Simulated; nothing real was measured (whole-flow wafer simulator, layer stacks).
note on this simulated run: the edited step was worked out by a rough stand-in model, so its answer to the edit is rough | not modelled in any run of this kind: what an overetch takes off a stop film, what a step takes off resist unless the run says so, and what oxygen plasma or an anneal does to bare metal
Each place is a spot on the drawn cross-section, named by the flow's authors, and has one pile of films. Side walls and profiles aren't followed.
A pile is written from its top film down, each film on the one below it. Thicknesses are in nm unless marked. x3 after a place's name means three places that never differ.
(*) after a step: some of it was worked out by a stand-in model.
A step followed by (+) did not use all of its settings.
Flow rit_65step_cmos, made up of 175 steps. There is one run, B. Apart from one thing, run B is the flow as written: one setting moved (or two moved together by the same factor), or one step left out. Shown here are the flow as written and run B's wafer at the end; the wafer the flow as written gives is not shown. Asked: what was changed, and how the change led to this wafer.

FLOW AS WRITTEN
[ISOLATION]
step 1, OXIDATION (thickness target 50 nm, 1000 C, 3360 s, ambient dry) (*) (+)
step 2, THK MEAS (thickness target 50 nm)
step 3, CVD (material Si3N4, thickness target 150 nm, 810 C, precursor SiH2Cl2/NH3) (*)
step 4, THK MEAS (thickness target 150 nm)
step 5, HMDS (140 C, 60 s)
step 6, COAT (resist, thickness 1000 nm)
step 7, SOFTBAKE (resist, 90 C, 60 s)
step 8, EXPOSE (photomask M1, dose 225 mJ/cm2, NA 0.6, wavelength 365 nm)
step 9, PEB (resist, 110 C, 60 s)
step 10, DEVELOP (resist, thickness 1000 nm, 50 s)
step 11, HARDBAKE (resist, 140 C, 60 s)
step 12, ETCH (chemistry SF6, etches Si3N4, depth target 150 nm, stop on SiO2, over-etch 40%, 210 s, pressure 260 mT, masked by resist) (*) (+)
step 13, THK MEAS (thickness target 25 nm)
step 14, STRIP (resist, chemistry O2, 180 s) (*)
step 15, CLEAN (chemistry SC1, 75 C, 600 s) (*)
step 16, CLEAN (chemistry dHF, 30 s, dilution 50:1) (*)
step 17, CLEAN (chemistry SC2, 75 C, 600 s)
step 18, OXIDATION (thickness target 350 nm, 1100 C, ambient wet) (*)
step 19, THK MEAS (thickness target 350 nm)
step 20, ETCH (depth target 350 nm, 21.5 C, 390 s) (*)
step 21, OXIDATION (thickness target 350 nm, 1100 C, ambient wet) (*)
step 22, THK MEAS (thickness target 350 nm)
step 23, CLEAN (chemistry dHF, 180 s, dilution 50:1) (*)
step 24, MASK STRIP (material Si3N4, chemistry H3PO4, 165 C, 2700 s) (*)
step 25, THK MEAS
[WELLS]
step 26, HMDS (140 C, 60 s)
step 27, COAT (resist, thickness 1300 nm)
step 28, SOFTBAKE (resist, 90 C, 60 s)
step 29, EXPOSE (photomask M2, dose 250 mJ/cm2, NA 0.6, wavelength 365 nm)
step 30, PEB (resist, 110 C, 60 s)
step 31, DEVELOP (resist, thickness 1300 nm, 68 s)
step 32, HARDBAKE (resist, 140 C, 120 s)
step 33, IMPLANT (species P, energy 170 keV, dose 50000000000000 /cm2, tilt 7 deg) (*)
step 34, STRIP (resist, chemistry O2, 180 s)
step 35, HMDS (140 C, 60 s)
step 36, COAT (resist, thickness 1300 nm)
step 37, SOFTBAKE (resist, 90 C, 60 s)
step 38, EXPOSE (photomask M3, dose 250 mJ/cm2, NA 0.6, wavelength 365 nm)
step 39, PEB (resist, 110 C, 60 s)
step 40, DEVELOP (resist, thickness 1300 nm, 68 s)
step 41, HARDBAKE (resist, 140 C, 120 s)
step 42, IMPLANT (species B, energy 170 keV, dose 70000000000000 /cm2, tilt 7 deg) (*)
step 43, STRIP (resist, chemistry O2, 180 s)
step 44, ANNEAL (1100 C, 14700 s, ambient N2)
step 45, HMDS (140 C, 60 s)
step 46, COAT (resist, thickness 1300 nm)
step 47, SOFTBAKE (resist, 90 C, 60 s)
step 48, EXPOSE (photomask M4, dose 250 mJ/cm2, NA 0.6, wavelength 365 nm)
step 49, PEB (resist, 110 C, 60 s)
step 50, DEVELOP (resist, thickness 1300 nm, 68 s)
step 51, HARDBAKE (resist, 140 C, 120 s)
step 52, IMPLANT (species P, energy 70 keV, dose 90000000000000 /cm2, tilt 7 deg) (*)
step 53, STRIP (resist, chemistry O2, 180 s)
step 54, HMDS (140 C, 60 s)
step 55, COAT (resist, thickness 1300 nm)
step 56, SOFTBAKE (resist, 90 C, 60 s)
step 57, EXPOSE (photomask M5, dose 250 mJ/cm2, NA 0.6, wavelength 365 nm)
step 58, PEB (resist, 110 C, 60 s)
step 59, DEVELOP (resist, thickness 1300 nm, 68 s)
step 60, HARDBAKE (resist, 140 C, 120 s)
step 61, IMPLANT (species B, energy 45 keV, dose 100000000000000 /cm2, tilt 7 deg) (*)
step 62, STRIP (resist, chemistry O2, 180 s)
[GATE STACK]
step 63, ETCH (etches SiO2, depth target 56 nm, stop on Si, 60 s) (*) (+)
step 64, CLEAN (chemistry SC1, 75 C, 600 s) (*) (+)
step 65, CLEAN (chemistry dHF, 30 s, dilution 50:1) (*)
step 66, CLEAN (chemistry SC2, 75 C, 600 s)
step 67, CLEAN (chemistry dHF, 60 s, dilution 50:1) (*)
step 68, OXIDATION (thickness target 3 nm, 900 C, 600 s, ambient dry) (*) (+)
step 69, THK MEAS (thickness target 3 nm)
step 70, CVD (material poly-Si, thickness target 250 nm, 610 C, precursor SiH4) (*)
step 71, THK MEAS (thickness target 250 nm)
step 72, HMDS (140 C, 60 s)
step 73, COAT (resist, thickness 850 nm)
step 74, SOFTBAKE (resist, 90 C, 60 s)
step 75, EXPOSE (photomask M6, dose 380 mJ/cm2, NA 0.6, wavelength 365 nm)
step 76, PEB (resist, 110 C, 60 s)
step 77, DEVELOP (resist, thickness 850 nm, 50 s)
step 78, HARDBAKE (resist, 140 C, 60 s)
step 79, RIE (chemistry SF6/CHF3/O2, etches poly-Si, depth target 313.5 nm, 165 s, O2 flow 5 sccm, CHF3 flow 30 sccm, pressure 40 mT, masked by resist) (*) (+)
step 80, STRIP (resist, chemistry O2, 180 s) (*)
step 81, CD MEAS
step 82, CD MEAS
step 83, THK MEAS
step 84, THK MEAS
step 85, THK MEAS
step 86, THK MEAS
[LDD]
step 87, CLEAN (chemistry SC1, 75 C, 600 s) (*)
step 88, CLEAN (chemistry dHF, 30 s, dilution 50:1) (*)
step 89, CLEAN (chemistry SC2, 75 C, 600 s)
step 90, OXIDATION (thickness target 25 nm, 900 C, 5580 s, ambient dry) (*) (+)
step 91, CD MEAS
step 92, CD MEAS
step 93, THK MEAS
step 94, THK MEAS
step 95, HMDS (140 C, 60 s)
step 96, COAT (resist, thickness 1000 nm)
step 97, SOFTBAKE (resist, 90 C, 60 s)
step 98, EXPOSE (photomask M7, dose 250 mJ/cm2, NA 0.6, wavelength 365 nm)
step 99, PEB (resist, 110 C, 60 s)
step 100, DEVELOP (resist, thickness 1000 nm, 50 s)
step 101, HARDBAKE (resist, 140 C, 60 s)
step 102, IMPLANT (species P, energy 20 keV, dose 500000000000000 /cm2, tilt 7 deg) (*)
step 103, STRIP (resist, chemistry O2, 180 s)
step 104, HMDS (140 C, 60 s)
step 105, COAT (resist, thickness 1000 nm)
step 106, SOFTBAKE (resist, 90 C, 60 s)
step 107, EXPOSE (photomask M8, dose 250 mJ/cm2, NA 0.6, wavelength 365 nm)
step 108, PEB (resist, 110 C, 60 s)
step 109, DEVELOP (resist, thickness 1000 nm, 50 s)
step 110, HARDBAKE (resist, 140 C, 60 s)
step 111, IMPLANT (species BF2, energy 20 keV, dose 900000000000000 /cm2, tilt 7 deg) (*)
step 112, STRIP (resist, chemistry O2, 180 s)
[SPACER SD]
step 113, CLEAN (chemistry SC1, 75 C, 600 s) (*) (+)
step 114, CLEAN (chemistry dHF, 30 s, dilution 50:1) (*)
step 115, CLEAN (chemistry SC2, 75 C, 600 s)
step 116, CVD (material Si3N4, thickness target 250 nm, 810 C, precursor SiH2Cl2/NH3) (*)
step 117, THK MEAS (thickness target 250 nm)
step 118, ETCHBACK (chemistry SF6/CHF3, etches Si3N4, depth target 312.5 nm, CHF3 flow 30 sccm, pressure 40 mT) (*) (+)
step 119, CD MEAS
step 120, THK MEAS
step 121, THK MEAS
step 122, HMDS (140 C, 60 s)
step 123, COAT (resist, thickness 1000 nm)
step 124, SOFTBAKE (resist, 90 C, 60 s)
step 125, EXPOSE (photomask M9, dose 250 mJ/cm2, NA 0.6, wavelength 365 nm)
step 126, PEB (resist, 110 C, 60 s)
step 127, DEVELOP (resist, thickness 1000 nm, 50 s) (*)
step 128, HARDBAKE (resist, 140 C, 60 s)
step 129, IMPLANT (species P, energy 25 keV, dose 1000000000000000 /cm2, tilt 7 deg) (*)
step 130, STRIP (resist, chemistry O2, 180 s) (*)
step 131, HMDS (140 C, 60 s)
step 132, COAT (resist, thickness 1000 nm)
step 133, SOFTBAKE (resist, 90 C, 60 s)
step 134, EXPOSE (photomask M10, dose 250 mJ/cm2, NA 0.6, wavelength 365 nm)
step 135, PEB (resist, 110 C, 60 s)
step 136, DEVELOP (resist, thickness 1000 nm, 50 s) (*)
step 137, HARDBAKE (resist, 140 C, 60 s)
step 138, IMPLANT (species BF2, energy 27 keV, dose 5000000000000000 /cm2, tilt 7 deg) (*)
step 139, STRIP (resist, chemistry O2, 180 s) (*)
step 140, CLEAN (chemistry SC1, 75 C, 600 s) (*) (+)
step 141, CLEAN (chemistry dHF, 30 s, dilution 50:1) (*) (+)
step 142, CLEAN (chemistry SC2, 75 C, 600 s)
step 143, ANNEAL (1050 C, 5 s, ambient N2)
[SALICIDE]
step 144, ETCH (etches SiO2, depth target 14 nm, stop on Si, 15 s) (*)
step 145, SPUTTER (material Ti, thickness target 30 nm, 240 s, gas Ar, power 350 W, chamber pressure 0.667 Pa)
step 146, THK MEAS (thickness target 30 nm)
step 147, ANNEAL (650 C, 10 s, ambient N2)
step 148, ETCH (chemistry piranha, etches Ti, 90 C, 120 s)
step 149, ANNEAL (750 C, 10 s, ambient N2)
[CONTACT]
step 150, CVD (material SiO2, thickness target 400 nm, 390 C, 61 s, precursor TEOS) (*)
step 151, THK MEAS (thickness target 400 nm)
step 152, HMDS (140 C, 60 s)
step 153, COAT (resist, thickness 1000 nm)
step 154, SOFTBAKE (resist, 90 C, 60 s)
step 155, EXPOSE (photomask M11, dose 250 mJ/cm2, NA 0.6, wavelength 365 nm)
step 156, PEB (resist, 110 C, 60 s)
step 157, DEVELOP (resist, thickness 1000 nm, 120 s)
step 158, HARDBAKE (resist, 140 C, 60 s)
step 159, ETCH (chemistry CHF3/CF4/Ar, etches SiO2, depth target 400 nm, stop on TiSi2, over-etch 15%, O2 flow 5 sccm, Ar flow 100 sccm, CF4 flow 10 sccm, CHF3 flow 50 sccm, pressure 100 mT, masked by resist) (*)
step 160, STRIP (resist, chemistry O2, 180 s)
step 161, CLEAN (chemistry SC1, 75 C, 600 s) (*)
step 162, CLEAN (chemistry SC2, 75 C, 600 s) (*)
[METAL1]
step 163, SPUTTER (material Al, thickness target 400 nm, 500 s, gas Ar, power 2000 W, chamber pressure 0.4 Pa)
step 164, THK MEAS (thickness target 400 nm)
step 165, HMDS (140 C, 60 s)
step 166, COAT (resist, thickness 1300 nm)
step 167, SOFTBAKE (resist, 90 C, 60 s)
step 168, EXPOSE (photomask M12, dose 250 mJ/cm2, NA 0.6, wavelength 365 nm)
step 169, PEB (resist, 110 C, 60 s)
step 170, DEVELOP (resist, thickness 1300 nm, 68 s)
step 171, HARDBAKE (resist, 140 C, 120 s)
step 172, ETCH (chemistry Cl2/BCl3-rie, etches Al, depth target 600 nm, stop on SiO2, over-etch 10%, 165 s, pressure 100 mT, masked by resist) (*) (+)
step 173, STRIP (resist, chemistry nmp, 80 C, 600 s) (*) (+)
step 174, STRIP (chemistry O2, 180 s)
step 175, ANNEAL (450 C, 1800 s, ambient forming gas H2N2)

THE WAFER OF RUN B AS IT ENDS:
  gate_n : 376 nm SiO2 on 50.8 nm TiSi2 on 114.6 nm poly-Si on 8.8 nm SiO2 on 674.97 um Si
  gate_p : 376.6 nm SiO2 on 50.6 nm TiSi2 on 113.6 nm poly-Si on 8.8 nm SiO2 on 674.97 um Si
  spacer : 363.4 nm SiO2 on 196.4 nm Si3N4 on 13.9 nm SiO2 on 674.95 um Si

Cause: step 68, OXIDATION: 840 s was run, whereas the flow has 600 s.

The path from the change to this, step by step:
  step 68, OXIDATION (thickness target 3 nm, 900 C, 600 s, ambient dry) (*) (+)
      active_n, active_p, gate_n and 7 more: +8.8 SiO2 (new film), -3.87 Si (as written it would have been: +7.17 SiO2 (new film), -3.16 Si)
  step 79, RIE (chemistry SF6/CHF3/O2, etches poly-Si, depth target 313.5 nm, 165 s, O2 flow 5 sccm, CHF3 flow 30 sccm, pressure 40 mT, masked by resist) (*) (+)
      active_n, active_p, spacer, spacer_p, sd_n, sd_p, contact, m1: -250 poly-Si (all of it), -8.8 SiO2 (all of it) (as written it would have been: -250 poly-Si (all of it), -7.17 SiO2 (all of it))
  step 118, ETCHBACK (chemistry SF6/CHF3, etches Si3N4, depth target 312.5 nm, CHF3 flow 30 sccm, pressure 40 mT) (*) (+)
      spacer, spacer_p: -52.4 Si3N4 (as written it would have been: -54 Si3N4)
